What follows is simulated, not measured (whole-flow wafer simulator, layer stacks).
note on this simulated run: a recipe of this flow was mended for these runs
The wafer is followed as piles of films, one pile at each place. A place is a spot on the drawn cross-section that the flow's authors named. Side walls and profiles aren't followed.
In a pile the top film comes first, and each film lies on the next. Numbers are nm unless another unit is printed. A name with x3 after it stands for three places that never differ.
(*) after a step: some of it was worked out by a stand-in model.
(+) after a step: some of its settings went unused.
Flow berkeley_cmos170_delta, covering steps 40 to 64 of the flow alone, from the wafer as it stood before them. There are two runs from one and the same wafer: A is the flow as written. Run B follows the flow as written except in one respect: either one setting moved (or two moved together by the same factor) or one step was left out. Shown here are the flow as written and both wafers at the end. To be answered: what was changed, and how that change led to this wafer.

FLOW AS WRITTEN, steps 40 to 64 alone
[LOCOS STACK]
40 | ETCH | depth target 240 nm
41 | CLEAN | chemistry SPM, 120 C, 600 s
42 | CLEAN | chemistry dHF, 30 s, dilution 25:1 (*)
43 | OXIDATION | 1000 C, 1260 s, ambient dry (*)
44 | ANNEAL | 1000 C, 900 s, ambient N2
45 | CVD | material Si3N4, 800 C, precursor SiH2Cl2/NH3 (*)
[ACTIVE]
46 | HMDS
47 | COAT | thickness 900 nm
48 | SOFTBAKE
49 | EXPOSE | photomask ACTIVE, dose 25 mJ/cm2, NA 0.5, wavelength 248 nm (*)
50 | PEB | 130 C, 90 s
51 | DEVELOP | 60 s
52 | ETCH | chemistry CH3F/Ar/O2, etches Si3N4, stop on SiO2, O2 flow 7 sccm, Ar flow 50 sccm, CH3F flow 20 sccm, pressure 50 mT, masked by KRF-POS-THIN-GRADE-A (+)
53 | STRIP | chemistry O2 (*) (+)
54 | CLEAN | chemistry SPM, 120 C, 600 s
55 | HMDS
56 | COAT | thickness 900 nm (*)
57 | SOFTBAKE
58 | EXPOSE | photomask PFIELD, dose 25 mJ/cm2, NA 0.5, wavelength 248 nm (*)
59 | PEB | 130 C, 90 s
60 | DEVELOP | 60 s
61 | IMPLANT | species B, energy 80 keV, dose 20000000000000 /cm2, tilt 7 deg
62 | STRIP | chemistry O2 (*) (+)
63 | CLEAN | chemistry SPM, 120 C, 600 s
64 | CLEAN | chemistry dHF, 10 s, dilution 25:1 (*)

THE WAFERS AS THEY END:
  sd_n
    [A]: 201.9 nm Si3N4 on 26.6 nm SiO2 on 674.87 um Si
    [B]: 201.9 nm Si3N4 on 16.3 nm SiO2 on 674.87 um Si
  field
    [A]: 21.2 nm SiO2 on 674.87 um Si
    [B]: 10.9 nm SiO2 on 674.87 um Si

The reason: step 43, OXIDATION: 504 s was run, though the flow has 1260 s.

How this came from the change, step by step:
  43 | OXIDATION | 1000 C, 1260 s, ambient dry (*)
      field, sd_n, spacer_n and 6 more: A +26.6 SiO2 (new film), -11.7 Si | B +16.3 SiO2 (new film), -7.16 Si
